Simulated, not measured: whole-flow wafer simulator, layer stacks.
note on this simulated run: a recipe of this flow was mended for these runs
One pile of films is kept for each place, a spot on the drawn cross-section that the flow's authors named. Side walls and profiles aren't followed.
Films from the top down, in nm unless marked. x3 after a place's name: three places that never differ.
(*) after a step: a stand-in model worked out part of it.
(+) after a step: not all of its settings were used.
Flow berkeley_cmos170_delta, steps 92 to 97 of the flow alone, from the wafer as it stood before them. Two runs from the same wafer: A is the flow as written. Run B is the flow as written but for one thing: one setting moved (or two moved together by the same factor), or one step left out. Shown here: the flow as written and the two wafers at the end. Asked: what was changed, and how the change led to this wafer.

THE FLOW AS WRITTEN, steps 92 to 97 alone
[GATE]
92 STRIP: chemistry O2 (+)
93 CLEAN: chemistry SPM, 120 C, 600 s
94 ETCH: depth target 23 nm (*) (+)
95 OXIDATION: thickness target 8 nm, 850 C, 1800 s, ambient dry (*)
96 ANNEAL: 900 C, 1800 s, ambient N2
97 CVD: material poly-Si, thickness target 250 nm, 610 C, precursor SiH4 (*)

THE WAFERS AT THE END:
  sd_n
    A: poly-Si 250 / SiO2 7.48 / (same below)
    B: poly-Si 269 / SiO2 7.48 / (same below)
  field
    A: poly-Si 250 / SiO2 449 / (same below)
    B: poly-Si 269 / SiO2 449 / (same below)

The cause: step 97, CVD: thickness target 269 nm was run, where the flow has thickness target 250 nm.
It can be read off the wafer: sd_n has poly-Si 269, and step 97 as written asks for 250 nm.

How the change led to this, step by step:
  97 CVD: material poly-Si, thickness target 250 nm, 610 C, precursor SiH4 (*)
      field, sd_n, spacer_n, gate, sd_p, spacer_p x2, contact, m1: A poly-Si +250 (new film) | B poly-Si +269 (new film)
